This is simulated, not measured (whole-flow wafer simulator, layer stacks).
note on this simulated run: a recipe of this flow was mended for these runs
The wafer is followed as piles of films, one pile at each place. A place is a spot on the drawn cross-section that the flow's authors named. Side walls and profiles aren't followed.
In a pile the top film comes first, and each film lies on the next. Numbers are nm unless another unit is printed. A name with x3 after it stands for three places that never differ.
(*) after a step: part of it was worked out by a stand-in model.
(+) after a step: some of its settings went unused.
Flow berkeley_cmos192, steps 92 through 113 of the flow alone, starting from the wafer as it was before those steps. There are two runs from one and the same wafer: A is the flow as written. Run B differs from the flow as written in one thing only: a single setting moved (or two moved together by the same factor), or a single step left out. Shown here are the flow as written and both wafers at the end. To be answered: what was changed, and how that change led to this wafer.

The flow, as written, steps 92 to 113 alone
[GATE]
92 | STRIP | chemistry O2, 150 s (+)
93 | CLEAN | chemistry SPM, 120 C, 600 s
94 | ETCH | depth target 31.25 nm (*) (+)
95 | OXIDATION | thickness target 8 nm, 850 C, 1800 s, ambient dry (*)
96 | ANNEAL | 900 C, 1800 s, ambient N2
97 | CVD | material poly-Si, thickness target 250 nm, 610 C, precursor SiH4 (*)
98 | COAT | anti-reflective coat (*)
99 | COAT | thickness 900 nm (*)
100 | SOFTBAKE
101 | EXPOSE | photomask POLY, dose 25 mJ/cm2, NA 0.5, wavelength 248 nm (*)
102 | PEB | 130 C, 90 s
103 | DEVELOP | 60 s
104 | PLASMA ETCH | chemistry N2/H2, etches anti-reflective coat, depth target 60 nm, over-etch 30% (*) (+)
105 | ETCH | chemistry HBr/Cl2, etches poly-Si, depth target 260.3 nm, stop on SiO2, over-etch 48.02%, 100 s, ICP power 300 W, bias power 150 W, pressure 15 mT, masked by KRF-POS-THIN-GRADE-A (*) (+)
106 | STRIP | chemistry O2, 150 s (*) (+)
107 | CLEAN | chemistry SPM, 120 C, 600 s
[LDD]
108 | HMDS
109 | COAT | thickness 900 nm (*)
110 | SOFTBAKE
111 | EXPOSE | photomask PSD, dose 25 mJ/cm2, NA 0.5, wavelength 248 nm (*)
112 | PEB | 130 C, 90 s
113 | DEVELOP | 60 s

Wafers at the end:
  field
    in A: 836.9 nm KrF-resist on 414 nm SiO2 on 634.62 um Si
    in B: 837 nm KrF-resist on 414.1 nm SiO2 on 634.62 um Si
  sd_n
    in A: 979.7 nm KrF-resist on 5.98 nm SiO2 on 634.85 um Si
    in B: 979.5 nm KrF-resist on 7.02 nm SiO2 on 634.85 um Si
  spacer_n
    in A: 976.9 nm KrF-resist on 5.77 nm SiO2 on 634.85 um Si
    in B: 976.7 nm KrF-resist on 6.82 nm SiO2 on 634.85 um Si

What caused this: step 95, OXIDATION: thickness target 9.92 nm was run, while the flow as written has thickness target 8 nm; step 95, OXIDATION: 2232 s was run, where the flow has 1800 s.

The path from the change to this, step by step:
  95 | OXIDATION | thickness target 8 nm, 850 C, 1800 s, ambient dry (*)
      sd_n, spacer_n, gate, sd_p, spacer_p, gate_p, contact, m1: A SiO2 gains 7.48 (new film), Si loses 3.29 | B SiO2 gains 8.53 (new film), Si loses 3.75
